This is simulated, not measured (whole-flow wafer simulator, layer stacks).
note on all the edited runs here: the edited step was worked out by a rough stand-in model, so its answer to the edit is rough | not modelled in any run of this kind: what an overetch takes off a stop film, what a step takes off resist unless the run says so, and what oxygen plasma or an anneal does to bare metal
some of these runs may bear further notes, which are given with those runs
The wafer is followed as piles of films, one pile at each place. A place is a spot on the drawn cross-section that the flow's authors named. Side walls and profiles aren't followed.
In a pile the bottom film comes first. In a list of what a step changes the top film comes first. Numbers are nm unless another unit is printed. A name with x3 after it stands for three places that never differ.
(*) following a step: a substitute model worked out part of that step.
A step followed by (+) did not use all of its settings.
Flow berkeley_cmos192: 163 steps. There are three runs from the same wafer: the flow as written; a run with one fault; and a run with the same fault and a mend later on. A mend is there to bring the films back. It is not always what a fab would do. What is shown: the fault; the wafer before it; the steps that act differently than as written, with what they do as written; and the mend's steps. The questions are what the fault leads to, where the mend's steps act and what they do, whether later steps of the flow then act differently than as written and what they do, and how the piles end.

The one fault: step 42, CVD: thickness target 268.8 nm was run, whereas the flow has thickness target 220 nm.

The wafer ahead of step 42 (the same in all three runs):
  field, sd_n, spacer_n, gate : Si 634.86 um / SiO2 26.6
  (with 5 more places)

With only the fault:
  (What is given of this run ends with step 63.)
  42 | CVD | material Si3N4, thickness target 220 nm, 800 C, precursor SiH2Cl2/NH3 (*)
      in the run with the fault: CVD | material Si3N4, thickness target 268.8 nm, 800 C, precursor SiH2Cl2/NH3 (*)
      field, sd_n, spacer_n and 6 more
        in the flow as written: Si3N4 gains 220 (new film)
        in the run with the fault: Si3N4 gains 268.8 (new film)
  Steps later in the flow that act otherwise than as written (2 more steps, not shown, differ only slightly: by at most 2% or 0.5 nm, whichever is larger):
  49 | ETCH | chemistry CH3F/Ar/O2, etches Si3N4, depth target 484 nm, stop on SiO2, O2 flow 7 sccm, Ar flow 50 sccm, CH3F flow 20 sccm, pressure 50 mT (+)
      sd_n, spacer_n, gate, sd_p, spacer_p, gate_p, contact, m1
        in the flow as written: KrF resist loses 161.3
        in the run with the fault: KrF resist loses 193.9
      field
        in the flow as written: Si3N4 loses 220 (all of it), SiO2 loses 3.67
        in the run with the fault: Si3N4 loses 268.8 (all of it), SiO2 loses 3.67
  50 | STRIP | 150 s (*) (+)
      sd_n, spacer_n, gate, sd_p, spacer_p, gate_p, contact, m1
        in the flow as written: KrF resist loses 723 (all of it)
        in the run with the fault: KrF resist loses 690.5 (all of it)
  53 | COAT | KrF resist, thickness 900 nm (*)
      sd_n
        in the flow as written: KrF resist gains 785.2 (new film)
        in the run with the fault: KrF resist gains 760.4 (new film)
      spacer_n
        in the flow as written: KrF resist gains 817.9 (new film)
        in the run with the fault: KrF resist gains 801 (new film)
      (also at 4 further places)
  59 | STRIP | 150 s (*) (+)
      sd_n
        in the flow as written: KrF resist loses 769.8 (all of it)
        in the run with the fault: KrF resist loses 745.1 (all of it)
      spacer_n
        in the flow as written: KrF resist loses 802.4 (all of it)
        in the run with the fault: KrF resist loses 785.5 (all of it)
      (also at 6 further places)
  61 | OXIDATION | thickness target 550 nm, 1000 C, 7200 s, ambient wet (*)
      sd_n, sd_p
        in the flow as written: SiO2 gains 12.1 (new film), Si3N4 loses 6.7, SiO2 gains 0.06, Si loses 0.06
        in the run with the fault: SiO2 gains 12.1 (new film), Si3N4 loses 6.7
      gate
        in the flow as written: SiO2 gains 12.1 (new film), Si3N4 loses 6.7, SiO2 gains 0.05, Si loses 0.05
        in the run with the fault: SiO2 gains 12.1 (new film), Si3N4 loses 6.7
  The piles after step 63 differ from the flow's at sd_n, spacer_n, gate, sd_p, spacer_p, gate_p, contact, m1 by more than 2% or 0.5 nm, whichever is larger.
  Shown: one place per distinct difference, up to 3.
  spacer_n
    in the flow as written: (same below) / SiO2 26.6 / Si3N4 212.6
    in the run with the fault: (same below) / SiO2 26.6 / Si3N4 261.4
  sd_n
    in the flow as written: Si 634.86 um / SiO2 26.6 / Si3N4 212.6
    in the run with the fault: Si 634.86 um / SiO2 26.6 / Si3N4 261.4

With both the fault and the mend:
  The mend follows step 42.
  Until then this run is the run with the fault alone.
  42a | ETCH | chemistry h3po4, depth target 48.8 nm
      field, sd_n, spacer_n and 6 more
        Si3N4 loses 48.8
  Later steps of the flow that are run all act as written at every place that is followed.
  At every place that both follow, the piles at the end match the flow's.
